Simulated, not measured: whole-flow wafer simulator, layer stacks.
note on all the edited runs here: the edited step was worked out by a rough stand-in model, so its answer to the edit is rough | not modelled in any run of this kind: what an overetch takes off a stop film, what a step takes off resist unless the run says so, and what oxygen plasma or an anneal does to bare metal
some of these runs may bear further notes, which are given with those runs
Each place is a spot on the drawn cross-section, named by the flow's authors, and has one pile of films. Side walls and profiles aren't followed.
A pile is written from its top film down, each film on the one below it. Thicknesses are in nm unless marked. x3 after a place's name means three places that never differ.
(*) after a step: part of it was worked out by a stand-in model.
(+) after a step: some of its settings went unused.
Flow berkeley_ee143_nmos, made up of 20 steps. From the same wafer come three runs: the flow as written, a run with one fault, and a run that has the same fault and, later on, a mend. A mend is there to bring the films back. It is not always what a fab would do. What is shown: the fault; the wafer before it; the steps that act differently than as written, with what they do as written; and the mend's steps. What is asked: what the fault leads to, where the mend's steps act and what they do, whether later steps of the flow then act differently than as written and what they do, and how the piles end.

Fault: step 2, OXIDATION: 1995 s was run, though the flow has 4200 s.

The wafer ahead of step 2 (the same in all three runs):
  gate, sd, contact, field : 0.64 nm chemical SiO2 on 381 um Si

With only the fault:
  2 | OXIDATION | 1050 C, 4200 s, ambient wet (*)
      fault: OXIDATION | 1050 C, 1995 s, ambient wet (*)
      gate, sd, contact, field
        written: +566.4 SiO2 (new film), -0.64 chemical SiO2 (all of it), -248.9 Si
        fault: +359.5 SiO2 (new film), -0.64 chemical SiO2 (all of it), -157.9 Si
  Steps further on in the flow that do not act as written:
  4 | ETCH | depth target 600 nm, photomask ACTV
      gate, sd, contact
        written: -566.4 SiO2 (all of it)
        fault: -359.5 SiO2 (all of it)
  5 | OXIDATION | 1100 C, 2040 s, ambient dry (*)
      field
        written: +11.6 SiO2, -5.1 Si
        fault: +16.9 SiO2, -7.44 Si
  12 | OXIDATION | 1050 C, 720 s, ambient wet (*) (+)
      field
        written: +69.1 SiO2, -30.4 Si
        fault: +96.6 SiO2, -42.5 Si
  At field, the piles at the end differ from the flow's by more than 2% or 0.5 nm, whichever is larger.
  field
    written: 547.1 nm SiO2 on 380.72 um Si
    fault: 373 nm SiO2 on 380.79 um Si

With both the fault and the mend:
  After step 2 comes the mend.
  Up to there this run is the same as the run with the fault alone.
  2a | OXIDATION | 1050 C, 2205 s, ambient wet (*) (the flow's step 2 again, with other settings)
      gate, sd, contact, field
        +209 SiO2, -92 Si
  Every later step of the flow that is run acts as written, at every place that is followed, to within 2% or 0.5 nm, whichever is larger.
  At the end the piles are close to the flow's at the places that both follow, differing by at most 2% or 0.5 nm, whichever is larger.
